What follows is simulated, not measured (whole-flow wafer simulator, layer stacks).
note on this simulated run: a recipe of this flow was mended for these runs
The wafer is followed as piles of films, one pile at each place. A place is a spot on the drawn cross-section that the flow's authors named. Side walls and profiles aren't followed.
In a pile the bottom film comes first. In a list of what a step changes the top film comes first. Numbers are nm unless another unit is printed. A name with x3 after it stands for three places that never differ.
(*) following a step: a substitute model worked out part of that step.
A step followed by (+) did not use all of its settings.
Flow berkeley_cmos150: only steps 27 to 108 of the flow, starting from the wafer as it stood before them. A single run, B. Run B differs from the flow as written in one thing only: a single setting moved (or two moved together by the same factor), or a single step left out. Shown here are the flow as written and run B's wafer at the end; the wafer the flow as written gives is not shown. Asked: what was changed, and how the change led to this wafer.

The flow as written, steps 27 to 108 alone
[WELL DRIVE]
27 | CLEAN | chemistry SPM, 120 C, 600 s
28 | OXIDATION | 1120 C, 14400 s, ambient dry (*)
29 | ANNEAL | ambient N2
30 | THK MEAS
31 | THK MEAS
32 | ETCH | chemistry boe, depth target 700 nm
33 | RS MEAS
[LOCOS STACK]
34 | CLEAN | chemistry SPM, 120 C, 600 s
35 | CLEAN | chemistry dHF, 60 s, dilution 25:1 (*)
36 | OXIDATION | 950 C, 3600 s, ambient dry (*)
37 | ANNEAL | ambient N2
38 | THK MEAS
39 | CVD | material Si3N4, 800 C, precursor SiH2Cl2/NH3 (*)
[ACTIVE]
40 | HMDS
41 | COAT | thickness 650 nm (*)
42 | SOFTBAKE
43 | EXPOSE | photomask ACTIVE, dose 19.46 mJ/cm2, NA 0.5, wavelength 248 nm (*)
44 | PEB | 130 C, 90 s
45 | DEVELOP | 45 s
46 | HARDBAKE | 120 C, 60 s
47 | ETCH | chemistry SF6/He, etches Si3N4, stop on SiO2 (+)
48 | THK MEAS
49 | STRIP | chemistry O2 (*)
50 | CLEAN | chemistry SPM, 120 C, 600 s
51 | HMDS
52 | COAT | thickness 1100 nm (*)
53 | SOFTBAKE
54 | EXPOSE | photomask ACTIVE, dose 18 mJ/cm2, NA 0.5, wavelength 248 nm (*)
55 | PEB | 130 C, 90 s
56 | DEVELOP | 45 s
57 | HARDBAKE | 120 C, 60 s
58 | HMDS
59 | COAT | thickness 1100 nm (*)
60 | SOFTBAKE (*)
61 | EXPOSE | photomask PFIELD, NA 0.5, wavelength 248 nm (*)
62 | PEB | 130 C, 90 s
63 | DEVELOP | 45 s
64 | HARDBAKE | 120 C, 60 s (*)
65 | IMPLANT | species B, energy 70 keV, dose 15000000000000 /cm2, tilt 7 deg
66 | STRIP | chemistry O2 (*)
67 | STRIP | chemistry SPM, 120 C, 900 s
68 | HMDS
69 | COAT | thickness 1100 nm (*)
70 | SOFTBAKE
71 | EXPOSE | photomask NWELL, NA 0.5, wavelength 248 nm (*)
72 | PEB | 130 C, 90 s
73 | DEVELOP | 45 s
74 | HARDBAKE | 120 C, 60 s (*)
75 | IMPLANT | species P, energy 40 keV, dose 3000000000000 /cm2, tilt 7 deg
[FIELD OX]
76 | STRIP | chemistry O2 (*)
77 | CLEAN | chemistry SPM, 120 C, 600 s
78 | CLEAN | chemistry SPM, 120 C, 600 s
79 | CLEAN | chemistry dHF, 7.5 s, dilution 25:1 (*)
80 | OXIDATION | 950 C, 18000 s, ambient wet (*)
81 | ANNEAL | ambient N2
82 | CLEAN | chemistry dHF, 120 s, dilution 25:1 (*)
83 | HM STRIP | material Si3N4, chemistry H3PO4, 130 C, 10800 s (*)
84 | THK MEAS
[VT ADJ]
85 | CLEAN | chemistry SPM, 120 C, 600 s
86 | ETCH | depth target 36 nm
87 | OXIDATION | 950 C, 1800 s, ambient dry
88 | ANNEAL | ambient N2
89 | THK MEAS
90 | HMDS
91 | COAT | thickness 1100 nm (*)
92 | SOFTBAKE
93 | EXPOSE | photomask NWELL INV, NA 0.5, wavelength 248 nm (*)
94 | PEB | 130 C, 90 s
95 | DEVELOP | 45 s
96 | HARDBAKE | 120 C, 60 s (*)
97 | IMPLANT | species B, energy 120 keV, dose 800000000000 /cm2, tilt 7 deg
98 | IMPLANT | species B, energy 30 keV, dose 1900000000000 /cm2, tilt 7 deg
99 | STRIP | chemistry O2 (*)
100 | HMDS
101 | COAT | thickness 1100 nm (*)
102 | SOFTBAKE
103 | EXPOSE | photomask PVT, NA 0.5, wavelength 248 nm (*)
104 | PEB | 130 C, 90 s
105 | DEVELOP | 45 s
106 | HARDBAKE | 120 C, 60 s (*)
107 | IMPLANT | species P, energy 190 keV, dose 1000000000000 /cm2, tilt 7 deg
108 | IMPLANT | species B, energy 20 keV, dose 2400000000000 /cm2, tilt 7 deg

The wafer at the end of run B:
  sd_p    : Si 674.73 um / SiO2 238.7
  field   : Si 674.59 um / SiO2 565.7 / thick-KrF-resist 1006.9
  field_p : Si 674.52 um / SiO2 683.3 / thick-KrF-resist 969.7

What caused this: step 32, ETCH: depth target 280 nm was run, though the flow has depth target 700 nm.

Step by step, how the change led to this:
  32 | ETCH | chemistry boe, depth target 700 nm
      field, sd_n, gate_n, contact, m1: -280 SiO2 (in the flow as written it would be: -291.1 SiO2 (all of it))
      field_p, sd_p, gate_p: -280 SiO2 (in the flow as written it would be: -555.5 SiO2 (all of it))
  34 | CLEAN | chemistry SPM, 120 C, 600 s
      field, field_p, sd_n, gate_n, sd_p, gate_p, contact, m1: nothing (in the flow as written it would be: +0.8 chemical SiO2 (new film), -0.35 Si)
  35 | CLEAN | chemistry dHF, 60 s, dilution 25:1 (*)
      field, sd_n, gate_n, contact, m1: -11.1 SiO2 (all of it) (in the flow as written it would be: -0.8 chemical SiO2 (all of it))
      field_p, sd_p, gate_p: -11.5 SiO2 (in the flow as written it would be: -0.8 chemical SiO2 (all of it))
  36 | OXIDATION | 950 C, 3600 s, ambient dry (*)
      field_p, sd_p, gate_p: +8.17 SiO2, -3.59 Si (in the flow as written it would be: +31.5 SiO2 (new film), -13.8 Si)
  41 | COAT | thickness 650 nm (*)
      field: +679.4 KrF-resist (new film) (in the flow as written it would be: +646.4 KrF-resist (new film))
      field_p: +593.7 KrF-resist (new film) (in the flow as written it would be: +715.2 KrF-resist (new film))
      (also at 4 further places)
  45 | DEVELOP | 45 s
      field: -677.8 KrF-resist (all of it) (in the flow as written it would be: -645 KrF-resist (all of it))
      field_p: -592.4 KrF-resist (all of it) (in the flow as written it would be: -713.6 KrF-resist (all of it))
  46 | HARDBAKE | 120 C, 60 s
      sd_n: -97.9 KrF-resist (in the flow as written it would be: -93.3 KrF-resist)
      sd_p: -89.9 KrF-resist (in the flow as written it would be: -102.4 KrF-resist)
      (also at 2 further places)
  49 | STRIP | chemistry O2 (*)
      sd_n: -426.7 KrF-resist (all of it) (in the flow as written it would be: -400.9 KrF-resist (all of it))
      gate_n: -419.2 KrF-resist (all of it) (in the flow as written it would be: -409.3 KrF-resist (all of it))
      (also at 3 further places)
  52 | COAT | thickness 1100 nm (*)
      field: +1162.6 thick-KrF-resist (new film) (in the flow as written it would be: +1106.9 thick-KrF-resist (new film))
      field_p: +1064.5 thick-KrF-resist (new film) (in the flow as written it would be: +1219.5 thick-KrF-resist (new film))
      (also at 3 further places)
  56 | DEVELOP | 45 s
      field: -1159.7 thick-KrF-resist (all of it) (in the flow as written it would be: -1104.2 thick-KrF-resist (all of it))
      field_p: -1061.9 thick-KrF-resist (all of it) (in the flow as written it would be: -1216.4 thick-KrF-resist (all of it))
  57 | HARDBAKE | 120 C, 60 s
      sd_n: -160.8 thick-KrF-resist (in the flow as written it would be: -155.7 thick-KrF-resist)
      sd_p: -150.4 thick-KrF-resist (in the flow as written it would be: -169.9 thick-KrF-resist)
      (also at 1 further place)
  59 | COAT | thickness 1100 nm (*)
      field: +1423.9 thick-KrF-resist (new film) (in the flow as written it would be: +1375.8 thick-KrF-resist (new film))
      field_p: +1324.9 thick-KrF-resist (new film) (in the flow as written it would be: +1495 thick-KrF-resist (new film))
      (also at 2 further places)
  62 | PEB | 130 C, 90 s
      field_p: -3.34 thick-KrF-resist (in the flow as written it would be: -3.86 thick-KrF-resist)
  63 | DEVELOP | 45 s
      field: -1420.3 thick-KrF-resist (all of it) (in the flow as written it would be: -1372.3 thick-KrF-resist (all of it))
  66 | STRIP | chemistry O2 (*)
      field_p: -1308.3 thick-KrF-resist (all of it) (in the flow as written it would be: -1477.9 thick-KrF-resist (all of it))
      sd_n: -1426.5 thick-KrF-resist (all of it) (in the flow as written it would be: -1395.2 thick-KrF-resist (all of it))
      (also at 2 further places)
  69 | COAT | thickness 1100 nm (*)
      field: +1162.6 thick-KrF-resist (new film) (in the flow as written it would be: +1106.9 thick-KrF-resist (new film))
      field_p: +1064.5 thick-KrF-resist (new film) (in the flow as written it would be: +1219.5 thick-KrF-resist (new film))
      (also at 3 further places)
  ... 9 other steps ...
  105 | DEVELOP | 45 s
      sd_p: -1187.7 thick-KrF-resist (all of it) (in the flow as written it would be: -1314 thick-KrF-resist (all of it))
      gate_p: -1171.3 thick-KrF-resist (all of it) (in the flow as written it would be: -1288.3 thick-KrF-resist (all of it))
